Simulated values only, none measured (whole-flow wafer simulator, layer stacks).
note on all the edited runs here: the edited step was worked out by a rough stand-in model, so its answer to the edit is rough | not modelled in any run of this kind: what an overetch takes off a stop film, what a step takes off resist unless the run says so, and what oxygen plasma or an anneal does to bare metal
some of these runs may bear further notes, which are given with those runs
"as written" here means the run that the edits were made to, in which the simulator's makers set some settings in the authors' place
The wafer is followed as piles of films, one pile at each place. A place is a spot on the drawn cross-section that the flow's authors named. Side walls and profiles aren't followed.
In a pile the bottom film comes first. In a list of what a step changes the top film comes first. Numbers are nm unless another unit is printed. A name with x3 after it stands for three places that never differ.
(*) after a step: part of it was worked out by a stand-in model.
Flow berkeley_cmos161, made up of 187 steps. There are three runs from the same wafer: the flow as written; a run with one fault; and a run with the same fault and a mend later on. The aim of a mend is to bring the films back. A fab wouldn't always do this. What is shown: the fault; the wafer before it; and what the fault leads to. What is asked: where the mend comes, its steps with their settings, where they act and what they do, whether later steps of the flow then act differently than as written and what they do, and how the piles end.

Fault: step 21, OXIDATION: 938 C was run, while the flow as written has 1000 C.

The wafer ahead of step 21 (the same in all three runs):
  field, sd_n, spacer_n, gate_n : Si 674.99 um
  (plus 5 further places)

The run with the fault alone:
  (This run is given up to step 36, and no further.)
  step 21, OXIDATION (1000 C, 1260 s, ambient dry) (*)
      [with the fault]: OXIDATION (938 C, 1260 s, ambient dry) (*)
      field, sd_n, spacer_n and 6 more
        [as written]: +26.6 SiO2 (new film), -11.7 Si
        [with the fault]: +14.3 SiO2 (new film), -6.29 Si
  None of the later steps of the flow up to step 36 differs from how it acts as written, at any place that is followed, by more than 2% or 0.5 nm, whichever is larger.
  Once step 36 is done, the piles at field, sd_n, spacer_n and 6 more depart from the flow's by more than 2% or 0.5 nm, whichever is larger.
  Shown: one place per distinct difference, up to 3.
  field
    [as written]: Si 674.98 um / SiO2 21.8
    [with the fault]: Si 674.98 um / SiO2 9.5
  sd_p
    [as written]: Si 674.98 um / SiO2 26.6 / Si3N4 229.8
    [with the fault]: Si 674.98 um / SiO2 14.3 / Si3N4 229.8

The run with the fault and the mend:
  The mend stands after step 22.
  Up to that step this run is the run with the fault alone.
  step 22a, OXIDATION (1000 C, 728 s, ambient dry) (*) (the flow's step 21 again, with other settings)
      field, sd_n, spacer_n and 6 more
        +12.2 SiO2, -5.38 Si
  None of the later steps of the flow acts differently than as written at any place that is followed.
  The piles end the same as the flow's at every place that both follow.
